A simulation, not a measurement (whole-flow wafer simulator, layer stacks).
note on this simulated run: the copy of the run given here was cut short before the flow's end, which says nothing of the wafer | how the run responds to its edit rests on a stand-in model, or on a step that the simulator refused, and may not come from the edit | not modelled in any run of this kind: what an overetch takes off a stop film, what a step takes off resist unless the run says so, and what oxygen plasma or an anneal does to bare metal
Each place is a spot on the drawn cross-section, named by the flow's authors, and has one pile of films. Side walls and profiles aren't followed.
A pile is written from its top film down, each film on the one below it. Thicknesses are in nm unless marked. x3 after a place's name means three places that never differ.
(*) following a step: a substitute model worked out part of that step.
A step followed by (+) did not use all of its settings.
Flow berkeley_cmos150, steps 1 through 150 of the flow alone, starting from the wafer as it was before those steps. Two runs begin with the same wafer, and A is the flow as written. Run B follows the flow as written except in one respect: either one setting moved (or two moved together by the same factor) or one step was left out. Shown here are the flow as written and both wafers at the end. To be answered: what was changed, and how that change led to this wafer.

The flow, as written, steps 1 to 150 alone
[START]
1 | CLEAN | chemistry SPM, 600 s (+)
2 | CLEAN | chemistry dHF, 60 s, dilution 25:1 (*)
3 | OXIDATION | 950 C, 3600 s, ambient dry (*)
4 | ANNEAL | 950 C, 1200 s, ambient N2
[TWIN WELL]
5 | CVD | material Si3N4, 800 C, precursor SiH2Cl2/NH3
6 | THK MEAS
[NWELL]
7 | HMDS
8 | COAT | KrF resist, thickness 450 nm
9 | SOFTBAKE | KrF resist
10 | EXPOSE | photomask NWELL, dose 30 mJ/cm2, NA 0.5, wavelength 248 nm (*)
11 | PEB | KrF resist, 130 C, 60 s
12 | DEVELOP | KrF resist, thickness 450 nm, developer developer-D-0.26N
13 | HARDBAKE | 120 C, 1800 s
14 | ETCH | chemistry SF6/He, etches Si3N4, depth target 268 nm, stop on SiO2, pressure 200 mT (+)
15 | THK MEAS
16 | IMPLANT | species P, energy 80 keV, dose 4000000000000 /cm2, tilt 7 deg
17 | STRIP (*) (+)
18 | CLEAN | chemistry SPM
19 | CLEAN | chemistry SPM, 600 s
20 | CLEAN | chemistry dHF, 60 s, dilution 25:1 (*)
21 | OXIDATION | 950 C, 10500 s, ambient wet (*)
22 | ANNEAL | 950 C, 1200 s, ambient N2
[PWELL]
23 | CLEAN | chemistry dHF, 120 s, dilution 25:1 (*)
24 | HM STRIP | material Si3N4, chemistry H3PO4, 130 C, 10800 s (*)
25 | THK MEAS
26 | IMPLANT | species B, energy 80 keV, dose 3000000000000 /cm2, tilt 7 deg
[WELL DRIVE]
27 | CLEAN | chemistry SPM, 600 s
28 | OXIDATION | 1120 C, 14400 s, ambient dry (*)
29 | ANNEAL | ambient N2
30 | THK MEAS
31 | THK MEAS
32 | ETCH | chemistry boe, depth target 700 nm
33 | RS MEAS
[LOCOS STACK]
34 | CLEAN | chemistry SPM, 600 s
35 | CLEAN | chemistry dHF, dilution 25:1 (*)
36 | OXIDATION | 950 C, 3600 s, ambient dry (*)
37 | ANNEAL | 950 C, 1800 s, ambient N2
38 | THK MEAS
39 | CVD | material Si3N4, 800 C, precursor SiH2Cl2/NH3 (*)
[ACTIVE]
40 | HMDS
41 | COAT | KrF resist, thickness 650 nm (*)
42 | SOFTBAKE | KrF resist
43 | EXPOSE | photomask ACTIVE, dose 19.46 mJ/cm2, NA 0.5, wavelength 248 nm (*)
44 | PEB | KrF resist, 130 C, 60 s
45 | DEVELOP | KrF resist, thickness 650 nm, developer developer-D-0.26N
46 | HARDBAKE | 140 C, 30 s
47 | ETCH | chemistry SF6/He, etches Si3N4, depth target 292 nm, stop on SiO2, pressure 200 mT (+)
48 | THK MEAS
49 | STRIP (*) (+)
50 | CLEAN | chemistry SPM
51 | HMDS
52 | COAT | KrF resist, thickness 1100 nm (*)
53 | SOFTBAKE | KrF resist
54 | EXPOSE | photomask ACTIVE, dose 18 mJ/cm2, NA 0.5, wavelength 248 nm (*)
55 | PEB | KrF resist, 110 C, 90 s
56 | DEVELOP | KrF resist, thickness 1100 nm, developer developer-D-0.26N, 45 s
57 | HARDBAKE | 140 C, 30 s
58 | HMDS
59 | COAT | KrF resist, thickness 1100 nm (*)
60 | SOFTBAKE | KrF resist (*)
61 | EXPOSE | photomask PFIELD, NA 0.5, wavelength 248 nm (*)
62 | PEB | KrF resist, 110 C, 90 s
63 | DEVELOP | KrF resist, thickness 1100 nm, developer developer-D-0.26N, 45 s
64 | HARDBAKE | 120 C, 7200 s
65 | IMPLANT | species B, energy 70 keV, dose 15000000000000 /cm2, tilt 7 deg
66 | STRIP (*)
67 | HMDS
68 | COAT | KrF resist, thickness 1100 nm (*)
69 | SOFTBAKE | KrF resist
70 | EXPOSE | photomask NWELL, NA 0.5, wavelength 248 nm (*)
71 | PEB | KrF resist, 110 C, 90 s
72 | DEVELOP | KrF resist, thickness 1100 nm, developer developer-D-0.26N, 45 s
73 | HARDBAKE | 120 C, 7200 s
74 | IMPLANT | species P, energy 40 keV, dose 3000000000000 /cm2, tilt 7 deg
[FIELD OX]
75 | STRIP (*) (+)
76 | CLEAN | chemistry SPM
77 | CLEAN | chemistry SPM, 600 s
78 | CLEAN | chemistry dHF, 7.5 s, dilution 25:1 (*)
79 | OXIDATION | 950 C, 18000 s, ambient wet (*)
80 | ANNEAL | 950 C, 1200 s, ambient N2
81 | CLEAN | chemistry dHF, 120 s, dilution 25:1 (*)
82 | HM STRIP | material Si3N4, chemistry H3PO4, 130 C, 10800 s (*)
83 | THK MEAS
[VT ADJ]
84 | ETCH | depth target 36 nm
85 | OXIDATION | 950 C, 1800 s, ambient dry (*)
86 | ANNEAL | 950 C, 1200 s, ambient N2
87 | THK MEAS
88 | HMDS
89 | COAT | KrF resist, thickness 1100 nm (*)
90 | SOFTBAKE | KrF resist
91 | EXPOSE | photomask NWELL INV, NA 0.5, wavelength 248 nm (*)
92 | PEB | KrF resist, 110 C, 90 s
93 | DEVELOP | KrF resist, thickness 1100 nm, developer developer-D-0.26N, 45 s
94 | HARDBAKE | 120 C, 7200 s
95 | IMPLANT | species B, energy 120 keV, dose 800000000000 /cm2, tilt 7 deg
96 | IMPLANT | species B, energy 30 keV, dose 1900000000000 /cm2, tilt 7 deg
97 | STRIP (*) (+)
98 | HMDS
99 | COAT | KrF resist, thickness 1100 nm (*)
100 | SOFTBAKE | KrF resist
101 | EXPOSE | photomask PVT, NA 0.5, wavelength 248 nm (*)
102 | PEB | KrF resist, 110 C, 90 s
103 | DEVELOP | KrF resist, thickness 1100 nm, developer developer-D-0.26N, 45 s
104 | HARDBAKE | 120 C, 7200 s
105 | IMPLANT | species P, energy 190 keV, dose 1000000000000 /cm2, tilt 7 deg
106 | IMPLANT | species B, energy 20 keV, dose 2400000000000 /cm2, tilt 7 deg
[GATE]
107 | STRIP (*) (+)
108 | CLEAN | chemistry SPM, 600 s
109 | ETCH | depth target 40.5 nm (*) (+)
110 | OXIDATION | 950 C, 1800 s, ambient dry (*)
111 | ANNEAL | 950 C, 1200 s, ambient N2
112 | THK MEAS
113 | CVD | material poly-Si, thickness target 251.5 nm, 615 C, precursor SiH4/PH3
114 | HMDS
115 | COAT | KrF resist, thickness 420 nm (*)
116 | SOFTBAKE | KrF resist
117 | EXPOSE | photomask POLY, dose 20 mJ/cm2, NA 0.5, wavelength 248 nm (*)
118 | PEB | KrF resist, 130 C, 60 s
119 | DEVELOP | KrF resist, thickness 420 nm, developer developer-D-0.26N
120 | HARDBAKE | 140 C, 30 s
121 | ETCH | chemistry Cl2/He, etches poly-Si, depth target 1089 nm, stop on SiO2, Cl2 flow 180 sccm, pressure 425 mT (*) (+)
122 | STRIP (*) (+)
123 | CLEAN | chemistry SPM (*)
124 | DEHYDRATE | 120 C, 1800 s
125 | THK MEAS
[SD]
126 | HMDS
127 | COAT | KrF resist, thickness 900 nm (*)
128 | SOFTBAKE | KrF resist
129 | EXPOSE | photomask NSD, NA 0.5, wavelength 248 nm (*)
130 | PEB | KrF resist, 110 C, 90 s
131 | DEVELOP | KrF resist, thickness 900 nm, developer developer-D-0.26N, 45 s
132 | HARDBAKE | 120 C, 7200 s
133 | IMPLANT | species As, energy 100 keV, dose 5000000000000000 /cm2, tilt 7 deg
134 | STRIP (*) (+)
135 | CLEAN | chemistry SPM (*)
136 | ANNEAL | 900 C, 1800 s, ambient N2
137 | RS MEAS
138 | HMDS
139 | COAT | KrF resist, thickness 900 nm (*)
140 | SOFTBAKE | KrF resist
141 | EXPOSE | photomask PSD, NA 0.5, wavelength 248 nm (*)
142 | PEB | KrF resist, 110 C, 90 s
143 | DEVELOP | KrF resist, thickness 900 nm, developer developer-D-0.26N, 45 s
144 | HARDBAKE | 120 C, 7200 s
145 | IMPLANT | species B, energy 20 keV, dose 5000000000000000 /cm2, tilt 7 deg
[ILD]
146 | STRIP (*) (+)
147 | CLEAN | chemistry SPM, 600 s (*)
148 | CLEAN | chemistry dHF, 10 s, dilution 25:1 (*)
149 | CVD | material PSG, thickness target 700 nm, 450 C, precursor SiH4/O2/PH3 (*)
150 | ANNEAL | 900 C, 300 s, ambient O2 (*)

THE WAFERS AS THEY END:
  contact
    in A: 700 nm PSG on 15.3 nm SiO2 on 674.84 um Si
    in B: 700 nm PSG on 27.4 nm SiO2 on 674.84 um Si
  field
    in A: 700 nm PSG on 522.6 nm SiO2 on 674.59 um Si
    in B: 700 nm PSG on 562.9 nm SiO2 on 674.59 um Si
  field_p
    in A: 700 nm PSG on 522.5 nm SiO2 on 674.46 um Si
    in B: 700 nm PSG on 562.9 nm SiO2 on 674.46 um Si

Cause: step 109, ETCH: depth target 40.5 nm (*) (+), was omitted.

How this came from the change, step by step:
  110 | OXIDATION | 950 C, 1800 s, ambient dry (*)
      gate_n, sd_p, gate_p, contact, m1: A SiO2 gains 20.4 (new film), Si loses 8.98 | B SiO2 gains 12, Si loses 5.3
      sd_n: A SiO2 gains 20.4 (new film), Si loses 8.98 | B SiO2 gains 10.1, Si loses 4.43
  115 | COAT | KrF resist, thickness 420 nm (*)
      gate_n: A KrF resist gains 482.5 (new film) | B KrF resist gains 494.4 (new film)
  120 | HARDBAKE | 140 C, 30 s
      gate_n: A KrF resist loses 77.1 | B KrF resist loses 79.2
  122 | STRIP (*) (+)
      gate_n: A chemical SiO2 gains 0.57 (new film), KrF resist loses 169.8 (all of it), poly-Si loses 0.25 | B chemical SiO2 gains 0.58 (new film), KrF resist loses 179.8 (all of it), poly-Si loses 0.25
      gate_p: A chemical SiO2 gains 0.57 (new film), KrF resist loses 206.4 (all of it), poly-Si loses 0.25 | B chemical SiO2 gains 0.58 (new film), KrF resist loses 211.6 (all of it), poly-Si loses 0.25
